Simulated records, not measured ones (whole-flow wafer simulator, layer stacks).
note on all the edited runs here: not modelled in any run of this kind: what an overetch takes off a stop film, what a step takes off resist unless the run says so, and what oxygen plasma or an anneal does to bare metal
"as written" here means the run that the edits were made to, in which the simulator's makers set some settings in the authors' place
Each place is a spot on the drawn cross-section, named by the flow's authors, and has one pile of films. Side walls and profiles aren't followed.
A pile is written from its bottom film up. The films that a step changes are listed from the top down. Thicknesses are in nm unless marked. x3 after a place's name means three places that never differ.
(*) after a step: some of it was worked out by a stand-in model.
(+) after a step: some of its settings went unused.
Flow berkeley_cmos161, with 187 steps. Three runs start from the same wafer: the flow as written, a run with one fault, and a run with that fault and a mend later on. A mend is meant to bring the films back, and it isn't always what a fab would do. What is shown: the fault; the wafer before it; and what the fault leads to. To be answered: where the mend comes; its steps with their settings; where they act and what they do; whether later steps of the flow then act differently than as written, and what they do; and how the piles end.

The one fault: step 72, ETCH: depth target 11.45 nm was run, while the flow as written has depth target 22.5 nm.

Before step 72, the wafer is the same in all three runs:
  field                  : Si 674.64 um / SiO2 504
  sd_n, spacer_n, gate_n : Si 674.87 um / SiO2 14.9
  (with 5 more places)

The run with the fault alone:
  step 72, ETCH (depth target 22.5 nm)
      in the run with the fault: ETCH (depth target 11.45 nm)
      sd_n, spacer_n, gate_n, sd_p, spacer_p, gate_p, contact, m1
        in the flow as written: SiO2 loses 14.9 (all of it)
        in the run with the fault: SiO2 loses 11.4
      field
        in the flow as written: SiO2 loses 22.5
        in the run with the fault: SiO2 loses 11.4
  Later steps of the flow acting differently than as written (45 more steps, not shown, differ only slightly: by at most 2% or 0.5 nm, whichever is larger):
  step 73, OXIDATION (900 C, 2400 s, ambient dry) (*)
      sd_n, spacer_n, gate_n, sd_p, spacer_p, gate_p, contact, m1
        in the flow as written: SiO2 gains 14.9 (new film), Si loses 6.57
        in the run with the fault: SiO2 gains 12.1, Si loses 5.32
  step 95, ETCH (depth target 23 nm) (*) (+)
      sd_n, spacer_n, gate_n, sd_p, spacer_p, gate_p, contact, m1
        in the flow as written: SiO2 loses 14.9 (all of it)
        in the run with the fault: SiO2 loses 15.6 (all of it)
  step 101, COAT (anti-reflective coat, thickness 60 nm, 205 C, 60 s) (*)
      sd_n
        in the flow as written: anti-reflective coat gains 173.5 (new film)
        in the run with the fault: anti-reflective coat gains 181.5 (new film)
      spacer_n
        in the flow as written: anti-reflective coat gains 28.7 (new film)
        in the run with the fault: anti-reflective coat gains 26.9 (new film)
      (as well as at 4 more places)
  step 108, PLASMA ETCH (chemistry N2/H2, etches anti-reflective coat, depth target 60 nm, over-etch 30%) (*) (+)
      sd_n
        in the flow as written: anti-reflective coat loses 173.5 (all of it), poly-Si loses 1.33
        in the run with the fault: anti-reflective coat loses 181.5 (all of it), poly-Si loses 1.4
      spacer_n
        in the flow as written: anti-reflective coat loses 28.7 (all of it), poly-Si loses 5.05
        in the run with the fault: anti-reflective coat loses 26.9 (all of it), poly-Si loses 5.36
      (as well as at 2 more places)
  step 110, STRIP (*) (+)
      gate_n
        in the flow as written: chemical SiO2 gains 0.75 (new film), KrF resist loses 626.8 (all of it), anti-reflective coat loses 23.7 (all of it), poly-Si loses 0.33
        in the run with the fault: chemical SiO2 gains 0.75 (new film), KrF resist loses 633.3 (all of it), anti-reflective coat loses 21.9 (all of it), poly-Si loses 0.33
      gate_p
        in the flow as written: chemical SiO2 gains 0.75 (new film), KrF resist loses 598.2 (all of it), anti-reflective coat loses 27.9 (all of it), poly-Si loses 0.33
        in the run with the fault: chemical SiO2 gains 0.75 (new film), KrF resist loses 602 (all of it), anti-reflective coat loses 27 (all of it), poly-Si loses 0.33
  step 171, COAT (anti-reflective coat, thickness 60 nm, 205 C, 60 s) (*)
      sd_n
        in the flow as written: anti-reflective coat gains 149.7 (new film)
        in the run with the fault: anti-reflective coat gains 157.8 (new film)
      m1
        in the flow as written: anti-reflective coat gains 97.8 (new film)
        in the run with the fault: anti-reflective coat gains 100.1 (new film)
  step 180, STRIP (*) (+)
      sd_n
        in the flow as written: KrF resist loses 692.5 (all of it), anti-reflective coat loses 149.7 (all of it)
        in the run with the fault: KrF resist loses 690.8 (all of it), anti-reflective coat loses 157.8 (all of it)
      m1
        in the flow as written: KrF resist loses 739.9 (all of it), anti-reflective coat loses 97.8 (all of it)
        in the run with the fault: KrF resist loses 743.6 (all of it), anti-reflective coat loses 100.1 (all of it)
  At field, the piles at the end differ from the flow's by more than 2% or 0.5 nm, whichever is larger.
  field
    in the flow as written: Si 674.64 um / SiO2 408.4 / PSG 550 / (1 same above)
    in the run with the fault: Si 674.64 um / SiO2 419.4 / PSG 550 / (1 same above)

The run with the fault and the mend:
  The mend follows step 72.
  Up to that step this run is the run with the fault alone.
  step 72a, ETCH (depth target 11.05 nm) (the flow's step 72 again, with other settings)
      sd_n, spacer_n, gate_n, sd_p, spacer_p, gate_p, contact, m1
        SiO2 loses 3.49 (all of it)
      field
        SiO2 loses 11.1
  Later steps of the flow that are run all act as written at every place that is followed.
  By the end, the piles equal the flow's at every place that both follow.
